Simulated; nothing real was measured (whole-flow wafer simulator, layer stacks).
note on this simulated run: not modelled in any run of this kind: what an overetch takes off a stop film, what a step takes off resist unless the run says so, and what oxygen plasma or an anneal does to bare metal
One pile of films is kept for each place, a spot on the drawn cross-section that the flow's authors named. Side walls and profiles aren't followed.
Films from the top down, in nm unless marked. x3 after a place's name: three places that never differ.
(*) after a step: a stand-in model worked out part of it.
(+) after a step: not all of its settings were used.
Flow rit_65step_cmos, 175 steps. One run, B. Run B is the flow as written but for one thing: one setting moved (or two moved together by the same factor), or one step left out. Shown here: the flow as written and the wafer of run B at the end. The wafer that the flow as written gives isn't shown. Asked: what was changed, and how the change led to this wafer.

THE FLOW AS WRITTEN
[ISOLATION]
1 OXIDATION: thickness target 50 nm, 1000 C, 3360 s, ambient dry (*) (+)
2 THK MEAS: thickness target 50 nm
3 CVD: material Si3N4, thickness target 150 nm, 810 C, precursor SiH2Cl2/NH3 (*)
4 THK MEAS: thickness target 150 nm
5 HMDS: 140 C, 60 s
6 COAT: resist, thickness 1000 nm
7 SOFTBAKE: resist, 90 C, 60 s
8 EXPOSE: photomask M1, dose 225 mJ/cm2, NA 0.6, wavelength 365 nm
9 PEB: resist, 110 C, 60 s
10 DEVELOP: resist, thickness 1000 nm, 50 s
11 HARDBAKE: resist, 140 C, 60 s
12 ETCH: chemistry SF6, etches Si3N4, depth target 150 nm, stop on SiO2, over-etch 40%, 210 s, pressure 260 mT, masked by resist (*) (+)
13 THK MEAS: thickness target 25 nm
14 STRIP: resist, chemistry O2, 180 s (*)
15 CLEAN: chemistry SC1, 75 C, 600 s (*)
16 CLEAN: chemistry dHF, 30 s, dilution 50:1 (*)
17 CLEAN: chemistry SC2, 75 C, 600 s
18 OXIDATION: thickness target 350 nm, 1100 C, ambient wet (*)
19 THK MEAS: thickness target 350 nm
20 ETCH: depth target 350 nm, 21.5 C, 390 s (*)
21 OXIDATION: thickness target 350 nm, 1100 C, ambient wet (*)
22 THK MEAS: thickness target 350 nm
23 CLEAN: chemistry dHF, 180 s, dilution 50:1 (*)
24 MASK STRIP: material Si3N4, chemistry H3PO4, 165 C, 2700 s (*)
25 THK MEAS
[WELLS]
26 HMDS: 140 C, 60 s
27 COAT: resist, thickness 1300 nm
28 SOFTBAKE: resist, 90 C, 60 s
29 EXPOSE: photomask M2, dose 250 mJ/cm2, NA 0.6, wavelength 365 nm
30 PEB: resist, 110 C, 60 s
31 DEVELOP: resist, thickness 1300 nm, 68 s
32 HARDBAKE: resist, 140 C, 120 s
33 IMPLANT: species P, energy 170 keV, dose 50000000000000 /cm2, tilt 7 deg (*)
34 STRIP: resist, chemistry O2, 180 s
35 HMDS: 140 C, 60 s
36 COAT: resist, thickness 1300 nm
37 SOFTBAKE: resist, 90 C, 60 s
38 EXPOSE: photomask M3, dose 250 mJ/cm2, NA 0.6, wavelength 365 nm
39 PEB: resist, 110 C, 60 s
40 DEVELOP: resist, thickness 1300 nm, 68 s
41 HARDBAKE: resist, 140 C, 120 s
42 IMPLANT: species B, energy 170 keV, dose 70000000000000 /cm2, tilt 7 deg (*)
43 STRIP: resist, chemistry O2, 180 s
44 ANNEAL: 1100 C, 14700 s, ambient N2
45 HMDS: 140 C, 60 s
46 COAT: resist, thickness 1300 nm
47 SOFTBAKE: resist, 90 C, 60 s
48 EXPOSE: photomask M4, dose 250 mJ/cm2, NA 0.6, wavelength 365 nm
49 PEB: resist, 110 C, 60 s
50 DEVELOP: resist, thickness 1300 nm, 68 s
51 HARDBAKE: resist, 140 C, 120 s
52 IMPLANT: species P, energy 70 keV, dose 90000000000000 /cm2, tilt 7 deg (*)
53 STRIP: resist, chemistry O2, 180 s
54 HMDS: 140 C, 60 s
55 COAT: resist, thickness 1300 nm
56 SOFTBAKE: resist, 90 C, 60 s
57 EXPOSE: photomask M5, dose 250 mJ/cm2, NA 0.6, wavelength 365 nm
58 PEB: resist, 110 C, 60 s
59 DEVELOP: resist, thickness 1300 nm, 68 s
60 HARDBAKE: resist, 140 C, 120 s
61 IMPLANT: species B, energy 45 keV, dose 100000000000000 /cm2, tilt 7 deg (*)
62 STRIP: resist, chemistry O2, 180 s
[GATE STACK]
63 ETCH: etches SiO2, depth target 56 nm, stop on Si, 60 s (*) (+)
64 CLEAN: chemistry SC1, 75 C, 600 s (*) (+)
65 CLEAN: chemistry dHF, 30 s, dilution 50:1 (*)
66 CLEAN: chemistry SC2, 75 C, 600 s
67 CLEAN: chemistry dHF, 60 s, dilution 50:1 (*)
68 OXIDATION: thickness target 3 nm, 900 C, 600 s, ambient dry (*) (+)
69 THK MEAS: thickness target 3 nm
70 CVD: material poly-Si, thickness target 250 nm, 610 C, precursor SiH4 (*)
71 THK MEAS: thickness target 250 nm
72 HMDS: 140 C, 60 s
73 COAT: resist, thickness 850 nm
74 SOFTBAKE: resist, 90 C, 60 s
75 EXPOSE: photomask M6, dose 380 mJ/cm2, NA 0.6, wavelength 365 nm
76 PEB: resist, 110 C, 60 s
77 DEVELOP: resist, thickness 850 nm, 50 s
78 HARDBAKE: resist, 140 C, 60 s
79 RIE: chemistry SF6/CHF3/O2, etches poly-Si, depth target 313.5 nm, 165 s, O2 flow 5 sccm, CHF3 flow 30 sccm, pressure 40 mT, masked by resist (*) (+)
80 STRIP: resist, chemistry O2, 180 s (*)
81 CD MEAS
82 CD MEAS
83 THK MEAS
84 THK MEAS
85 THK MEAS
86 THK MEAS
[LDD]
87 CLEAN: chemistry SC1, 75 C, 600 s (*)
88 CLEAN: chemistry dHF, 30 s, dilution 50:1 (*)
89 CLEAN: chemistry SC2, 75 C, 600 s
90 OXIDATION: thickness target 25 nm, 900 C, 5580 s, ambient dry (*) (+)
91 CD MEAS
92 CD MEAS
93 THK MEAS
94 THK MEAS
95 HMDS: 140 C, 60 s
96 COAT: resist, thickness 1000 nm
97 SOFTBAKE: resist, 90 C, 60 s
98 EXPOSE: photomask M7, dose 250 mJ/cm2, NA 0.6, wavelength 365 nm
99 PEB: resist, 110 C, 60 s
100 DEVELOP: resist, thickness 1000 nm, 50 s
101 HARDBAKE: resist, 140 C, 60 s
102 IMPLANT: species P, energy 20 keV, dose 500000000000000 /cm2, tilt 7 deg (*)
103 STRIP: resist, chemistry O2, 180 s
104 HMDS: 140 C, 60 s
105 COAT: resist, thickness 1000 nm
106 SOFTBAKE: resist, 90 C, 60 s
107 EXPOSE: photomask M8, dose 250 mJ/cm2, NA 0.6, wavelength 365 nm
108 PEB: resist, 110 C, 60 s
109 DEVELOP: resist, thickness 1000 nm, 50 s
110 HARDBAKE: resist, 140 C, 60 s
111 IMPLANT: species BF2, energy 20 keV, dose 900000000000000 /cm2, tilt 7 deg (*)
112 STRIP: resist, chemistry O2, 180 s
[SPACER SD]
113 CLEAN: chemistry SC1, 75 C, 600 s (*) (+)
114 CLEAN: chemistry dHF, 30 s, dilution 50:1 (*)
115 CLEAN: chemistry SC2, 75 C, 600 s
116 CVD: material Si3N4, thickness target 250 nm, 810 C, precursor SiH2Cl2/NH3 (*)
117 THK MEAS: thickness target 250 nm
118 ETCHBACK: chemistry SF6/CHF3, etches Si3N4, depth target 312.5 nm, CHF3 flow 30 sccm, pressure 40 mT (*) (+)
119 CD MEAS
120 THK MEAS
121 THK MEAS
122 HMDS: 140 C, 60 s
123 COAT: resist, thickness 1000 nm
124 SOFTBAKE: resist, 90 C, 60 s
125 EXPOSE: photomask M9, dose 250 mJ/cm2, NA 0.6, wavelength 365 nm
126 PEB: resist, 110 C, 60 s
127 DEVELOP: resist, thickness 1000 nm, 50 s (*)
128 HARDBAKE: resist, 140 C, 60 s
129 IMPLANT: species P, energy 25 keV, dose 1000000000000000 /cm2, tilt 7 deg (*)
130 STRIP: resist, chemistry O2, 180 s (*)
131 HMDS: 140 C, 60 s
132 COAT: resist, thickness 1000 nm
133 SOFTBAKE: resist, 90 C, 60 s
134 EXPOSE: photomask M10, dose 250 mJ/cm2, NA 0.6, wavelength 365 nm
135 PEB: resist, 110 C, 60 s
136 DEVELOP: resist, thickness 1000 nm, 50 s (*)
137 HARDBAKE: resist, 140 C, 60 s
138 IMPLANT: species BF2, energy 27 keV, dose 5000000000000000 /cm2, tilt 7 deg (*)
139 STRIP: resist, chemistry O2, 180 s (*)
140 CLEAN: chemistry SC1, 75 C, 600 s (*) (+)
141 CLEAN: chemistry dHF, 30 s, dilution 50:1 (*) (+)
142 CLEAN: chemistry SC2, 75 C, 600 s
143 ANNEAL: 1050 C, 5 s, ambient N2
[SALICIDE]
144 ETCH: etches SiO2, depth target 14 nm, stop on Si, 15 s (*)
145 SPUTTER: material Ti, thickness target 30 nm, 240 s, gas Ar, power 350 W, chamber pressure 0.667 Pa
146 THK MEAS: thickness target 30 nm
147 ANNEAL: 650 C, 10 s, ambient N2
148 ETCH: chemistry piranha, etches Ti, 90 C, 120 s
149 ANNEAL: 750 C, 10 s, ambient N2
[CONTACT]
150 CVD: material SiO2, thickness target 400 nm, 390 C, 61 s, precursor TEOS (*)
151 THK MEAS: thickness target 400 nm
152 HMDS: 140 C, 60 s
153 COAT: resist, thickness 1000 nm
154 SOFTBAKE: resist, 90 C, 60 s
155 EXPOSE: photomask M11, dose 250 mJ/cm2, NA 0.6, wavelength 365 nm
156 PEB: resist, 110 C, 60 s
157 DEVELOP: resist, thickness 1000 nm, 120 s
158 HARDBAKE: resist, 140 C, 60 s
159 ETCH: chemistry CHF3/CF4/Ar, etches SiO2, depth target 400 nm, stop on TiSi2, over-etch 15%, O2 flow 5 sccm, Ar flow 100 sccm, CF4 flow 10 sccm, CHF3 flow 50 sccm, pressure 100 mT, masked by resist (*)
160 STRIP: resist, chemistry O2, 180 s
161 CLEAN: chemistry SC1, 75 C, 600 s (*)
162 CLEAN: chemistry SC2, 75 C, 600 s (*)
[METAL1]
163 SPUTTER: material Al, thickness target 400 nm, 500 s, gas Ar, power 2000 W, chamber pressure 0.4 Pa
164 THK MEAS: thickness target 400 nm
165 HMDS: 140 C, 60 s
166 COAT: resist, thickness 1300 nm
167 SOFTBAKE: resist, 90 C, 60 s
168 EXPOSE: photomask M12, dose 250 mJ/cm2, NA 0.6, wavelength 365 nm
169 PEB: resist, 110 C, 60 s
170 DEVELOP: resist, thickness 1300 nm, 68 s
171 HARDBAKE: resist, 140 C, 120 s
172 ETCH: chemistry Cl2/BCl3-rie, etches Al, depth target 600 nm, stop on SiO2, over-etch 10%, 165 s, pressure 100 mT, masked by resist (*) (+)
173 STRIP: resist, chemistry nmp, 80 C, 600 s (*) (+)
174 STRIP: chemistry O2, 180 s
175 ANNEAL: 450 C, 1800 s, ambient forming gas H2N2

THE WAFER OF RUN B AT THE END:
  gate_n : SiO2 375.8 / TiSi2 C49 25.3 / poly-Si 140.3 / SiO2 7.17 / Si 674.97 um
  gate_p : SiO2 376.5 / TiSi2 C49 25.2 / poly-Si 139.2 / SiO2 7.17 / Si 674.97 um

The cause: step 145, SPUTTER: thickness target 14 nm was run, where the flow has thickness target 30 nm.

How the change led to this, step by step:
  145 SPUTTER: material Ti, thickness target 30 nm, 240 s, gas Ar, power 350 W, chamber pressure 0.667 Pa
      field, field_pw, field_nw, field_p, spacer, spacer_p: Ti +14 (new film) (as written it would be: Ti +30 (new film))
      gate_n: Ti +12.8 (new film) (as written it would be: Ti +27.3 (new film))
      (and at 1 more place)
  147 ANNEAL: 650 C, 10 s, ambient N2
      gate_n: Ti -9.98, TiSi2 C49 +25.4 (new film), poly-Si -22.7 (as written it would be: Ti -21.3, TiSi first +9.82 (new film), TiSi2 C49 +39.5 (new film), poly-Si -41.9)
      gate_p: Ti -9.94, TiSi2 C49 +25.3 (new film), poly-Si -22.6 (as written it would be: Ti -21.2, TiSi first +9.56 (new film), TiSi2 C49 +39.6 (new film), poly-Si -41.9)
  148 ETCH: chemistry piranha, etches Ti, 90 C, 120 s
      gate_n: Ti -2.81 (all of it), TiSi2 C49 -0.11 (as written it would be: Ti -6 (all of it), TiSi first -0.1)
      gate_p: Ti -2.8 (all of it), TiSi2 C49 -0.11 (as written it would be: Ti -5.97 (all of it), TiSi first -0.1)
      (and at 6 more places)
  149 ANNEAL: 750 C, 10 s, ambient N2
      gate_n: nothing (as written it would be: TiSi2 +50.8 (new film), TiSi first -9.72 (all of it), TiSi2 C49 -39.5 (all of it), poly-Si -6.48)
      gate_p: nothing (as written it would be: TiSi2 +50.6 (new film), TiSi first -9.46 (all of it), TiSi2 C49 -39.6 (all of it), poly-Si -6.31)
